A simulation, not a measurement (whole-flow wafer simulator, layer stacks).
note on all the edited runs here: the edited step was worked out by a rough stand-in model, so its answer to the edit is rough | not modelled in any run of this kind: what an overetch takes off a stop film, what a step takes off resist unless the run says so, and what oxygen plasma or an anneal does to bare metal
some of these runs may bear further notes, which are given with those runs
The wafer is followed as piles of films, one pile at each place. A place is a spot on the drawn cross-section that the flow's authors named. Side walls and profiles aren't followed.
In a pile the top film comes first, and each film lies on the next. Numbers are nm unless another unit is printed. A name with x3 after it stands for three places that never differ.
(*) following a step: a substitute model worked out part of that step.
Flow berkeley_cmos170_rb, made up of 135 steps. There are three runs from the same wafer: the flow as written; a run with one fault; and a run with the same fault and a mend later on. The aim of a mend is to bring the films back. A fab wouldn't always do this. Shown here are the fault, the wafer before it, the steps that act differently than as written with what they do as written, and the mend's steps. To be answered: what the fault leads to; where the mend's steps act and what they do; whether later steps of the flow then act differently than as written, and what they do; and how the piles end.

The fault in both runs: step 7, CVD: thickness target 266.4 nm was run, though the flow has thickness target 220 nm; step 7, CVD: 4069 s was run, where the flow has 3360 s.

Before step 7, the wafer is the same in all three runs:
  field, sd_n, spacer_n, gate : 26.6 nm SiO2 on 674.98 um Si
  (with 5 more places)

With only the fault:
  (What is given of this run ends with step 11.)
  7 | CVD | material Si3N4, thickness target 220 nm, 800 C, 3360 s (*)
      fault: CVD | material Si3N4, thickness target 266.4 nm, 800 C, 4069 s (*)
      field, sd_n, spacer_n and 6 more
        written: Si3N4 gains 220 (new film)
        fault: Si3N4 gains 266.4 (new film)
  Every later step of the flow up to step 11 that is run acts as written at every place that is followed.
  The piles after step 11 differ from the flow's at field, sd_n, spacer_n and 6 more by more than 2% or 0.5 nm, whichever is larger.
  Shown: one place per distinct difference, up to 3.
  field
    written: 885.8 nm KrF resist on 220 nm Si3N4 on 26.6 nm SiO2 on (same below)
    fault: 885.8 nm KrF resist on 266.4 nm Si3N4 on 26.6 nm SiO2 on (same below)
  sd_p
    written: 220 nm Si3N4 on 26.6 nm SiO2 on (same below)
    fault: 266.4 nm Si3N4 on 26.6 nm SiO2 on (same below)

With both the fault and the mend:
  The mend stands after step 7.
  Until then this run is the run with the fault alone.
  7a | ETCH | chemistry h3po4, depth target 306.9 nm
      field, sd_n, spacer_n and 6 more
        Si3N4 loses 266.4 (all of it)
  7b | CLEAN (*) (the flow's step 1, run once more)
      does not change any film at any place that is followed
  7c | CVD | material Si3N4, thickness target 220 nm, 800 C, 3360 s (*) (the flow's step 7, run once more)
      field, sd_n, spacer_n and 6 more
        Si3N4 gains 220 (new film)
  Every later step of the flow that is run acts as written at every place that is followed.
  At every place that both follow, the piles at the end match the flow's.
